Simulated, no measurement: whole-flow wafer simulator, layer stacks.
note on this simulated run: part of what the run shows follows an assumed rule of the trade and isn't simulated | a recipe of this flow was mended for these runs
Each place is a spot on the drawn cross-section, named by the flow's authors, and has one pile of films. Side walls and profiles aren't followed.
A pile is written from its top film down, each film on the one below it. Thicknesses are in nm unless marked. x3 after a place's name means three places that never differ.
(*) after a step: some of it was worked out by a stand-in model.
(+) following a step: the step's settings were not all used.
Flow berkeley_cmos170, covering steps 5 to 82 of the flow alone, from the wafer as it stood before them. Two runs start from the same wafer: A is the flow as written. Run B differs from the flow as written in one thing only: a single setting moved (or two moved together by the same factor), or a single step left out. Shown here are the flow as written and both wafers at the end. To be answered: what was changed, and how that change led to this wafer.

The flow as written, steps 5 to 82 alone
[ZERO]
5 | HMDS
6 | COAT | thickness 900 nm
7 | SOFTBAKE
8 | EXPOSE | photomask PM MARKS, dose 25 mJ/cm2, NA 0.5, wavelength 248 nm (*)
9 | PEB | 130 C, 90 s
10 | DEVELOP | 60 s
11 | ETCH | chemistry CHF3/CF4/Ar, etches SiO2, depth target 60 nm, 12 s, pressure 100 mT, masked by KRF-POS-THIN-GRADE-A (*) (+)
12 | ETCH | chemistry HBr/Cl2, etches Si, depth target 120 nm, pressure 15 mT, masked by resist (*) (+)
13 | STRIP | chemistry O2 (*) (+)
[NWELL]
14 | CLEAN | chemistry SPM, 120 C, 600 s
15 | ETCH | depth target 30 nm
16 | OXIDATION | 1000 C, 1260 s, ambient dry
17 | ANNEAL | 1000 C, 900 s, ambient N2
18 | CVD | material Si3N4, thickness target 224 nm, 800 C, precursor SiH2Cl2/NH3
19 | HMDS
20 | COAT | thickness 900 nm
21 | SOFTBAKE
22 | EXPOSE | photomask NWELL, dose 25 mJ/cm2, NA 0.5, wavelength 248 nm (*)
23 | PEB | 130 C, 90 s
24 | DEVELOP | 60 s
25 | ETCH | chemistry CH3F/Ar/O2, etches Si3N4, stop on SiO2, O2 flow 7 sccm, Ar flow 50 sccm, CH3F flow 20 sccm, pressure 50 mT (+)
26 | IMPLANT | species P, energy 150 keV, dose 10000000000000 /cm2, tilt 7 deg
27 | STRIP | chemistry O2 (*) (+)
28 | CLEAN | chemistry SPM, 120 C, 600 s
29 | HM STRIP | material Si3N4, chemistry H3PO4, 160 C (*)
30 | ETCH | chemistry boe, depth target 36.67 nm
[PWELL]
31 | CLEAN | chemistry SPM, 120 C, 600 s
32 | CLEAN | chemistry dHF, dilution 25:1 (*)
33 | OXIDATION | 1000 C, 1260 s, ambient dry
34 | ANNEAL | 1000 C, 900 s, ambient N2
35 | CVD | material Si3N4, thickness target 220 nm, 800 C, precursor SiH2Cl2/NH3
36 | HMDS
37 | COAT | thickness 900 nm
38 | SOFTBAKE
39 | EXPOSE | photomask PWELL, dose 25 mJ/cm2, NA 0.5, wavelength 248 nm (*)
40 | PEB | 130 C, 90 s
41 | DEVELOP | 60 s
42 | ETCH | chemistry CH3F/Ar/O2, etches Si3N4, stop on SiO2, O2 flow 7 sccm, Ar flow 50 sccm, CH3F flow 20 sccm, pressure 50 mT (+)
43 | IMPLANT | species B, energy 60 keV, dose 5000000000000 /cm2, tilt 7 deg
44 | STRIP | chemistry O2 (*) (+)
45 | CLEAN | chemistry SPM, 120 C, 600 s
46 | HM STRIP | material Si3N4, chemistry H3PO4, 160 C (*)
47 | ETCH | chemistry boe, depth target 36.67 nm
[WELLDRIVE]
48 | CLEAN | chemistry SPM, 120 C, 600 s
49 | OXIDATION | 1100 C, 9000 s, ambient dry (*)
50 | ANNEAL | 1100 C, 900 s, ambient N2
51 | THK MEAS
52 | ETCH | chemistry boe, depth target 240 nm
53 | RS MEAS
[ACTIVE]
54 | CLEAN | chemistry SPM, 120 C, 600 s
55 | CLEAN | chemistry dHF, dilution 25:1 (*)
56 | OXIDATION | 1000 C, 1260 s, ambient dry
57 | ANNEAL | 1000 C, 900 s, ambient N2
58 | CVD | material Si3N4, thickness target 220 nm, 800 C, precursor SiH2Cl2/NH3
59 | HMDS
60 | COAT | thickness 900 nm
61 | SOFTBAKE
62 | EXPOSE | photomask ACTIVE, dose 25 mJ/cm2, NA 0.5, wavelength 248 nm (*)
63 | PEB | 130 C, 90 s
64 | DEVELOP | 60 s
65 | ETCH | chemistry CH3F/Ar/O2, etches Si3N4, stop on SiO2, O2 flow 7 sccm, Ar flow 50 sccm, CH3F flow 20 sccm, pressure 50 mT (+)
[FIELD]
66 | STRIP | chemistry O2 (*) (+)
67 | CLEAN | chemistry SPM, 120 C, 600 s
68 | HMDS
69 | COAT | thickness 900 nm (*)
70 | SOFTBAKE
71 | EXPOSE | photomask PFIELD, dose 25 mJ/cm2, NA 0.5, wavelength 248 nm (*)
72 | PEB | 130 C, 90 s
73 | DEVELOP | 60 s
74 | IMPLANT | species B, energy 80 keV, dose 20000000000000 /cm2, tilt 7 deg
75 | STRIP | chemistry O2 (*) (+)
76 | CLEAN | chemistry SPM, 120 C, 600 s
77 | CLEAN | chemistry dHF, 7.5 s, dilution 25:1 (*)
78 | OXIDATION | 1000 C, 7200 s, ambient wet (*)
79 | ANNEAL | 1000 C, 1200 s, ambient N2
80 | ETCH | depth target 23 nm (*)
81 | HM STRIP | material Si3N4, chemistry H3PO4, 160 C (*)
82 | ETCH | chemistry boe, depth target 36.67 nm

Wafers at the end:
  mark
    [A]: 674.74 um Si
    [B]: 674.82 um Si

The reason: step 12, ETCH: depth target 48 nm was run, though the flow has depth target 120 nm.

Step by step, how the change led to this:
  12 | ETCH | chemistry HBr/Cl2, etches Si, depth target 120 nm, pressure 15 mT, masked by resist (*) (+)
      field, sd_n, spacer_n and 9 more: A -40 KrF-resist | B -16 KrF-resist
      mark: A -120 Si | B -48 Si
  13 | STRIP | chemistry O2 (*) (+)
      field, sd_n, spacer_n and 9 more: A -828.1 KrF-resist (all of it) | B -852.1 KrF-resist (all of it)
